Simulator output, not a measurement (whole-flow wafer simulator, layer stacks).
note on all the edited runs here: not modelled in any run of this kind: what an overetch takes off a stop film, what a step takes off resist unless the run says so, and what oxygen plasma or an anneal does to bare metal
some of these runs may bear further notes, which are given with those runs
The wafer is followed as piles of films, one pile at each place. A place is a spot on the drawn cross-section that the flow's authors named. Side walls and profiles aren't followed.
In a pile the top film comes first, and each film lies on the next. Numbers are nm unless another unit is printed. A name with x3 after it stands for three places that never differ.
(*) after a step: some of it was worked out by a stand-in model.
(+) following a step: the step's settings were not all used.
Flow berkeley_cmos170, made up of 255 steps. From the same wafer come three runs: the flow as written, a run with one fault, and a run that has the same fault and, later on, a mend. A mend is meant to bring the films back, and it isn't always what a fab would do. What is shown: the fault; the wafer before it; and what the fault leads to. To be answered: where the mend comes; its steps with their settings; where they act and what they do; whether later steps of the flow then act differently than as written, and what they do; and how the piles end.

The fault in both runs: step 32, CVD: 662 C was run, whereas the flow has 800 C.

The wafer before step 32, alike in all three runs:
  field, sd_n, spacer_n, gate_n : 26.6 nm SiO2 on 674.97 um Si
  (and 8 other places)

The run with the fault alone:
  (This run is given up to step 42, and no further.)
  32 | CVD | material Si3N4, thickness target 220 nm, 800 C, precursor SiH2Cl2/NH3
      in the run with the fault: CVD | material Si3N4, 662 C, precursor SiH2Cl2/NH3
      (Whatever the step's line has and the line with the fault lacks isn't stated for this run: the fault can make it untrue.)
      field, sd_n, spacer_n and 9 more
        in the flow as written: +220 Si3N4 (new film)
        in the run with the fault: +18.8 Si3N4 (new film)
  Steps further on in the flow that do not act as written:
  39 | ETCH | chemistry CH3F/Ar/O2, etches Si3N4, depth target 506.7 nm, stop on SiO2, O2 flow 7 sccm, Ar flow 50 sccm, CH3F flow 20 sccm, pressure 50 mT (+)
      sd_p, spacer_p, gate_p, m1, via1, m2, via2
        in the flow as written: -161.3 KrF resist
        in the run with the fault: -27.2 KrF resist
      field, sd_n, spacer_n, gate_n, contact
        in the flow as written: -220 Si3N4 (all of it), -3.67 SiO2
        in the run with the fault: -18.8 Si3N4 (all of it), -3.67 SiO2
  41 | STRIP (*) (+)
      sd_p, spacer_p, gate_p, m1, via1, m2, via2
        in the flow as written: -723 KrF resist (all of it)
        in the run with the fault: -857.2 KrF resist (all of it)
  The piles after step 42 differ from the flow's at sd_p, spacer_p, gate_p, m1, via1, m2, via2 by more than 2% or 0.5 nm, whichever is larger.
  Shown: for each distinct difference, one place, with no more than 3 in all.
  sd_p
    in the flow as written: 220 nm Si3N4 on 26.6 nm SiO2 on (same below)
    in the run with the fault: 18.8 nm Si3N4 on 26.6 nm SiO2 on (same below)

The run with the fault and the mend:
  The mend stands after step 32.
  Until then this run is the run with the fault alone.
  32a | CVD | material Si3N4, thickness target 201 nm, 800 C, precursor SiH2Cl2/NH3 (a further turn of the flow's step 32, with different settings)
      field, sd_n, spacer_n and 9 more
        +201 Si3N4
  Later steps of the flow that are run all act as written at every place that is followed, up to a difference of at most 2% or 0.5 nm, whichever is larger.
  By the end, the piles equal the flow's at every place that both follow.
